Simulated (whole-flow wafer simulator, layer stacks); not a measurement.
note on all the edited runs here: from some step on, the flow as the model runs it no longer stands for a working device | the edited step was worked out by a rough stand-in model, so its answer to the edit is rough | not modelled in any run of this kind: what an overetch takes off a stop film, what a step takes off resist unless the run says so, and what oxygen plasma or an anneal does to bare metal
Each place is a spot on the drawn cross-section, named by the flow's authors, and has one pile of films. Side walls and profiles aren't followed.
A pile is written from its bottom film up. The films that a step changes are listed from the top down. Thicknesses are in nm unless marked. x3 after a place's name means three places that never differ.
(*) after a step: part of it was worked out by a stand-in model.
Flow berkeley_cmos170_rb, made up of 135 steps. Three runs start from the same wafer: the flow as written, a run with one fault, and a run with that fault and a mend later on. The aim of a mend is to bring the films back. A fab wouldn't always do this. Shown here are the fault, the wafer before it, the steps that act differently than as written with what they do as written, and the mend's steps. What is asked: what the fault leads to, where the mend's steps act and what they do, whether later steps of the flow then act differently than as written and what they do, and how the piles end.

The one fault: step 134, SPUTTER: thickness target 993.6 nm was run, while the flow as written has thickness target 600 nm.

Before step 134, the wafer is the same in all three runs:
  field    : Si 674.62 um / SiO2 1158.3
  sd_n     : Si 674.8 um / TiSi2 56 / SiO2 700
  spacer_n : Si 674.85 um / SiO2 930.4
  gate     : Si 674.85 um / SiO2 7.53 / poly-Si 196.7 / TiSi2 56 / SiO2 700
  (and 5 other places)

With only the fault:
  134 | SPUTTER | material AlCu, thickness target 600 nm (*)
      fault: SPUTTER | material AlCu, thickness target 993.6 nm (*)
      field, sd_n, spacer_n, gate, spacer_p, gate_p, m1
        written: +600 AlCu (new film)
        fault: +993.6 AlCu (new film)
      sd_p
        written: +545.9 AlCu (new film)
        fault: +926.6 AlCu (new film)
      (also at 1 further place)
  Later steps of the flow that are run all act as written at every place that is followed.
  The piles end different from the flow's at field, sd_n, spacer_n and 6 more by more than 2% or 0.5 nm, whichever is larger.
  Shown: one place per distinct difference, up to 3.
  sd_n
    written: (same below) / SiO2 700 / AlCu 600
    fault: (same below) / SiO2 700 / AlCu 993.6
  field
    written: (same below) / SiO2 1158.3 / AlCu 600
    fault: (same below) / SiO2 1158.3 / AlCu 993.6
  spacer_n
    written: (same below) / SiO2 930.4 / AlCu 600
    fault: (same below) / SiO2 930.4 / AlCu 993.6

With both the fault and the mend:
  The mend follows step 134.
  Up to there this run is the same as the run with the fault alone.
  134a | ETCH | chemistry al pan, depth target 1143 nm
      field, sd_n, spacer_n, gate, spacer_p, gate_p, m1
        -993.6 AlCu (all of it)
      sd_p
        -926.6 AlCu (all of it)
      contact
        -664.7 AlCu (all of it)
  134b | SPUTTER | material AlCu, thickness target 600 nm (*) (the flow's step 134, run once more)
      field, sd_n, spacer_n, gate, spacer_p, gate_p, m1
        +600 AlCu (new film)
      sd_p
        +545.9 AlCu (new film)
      contact
        +415.1 AlCu (new film)
  Later steps of the flow that are run all act as written at every place that is followed.
  At every place that both follow, the piles at the end match the flow's.
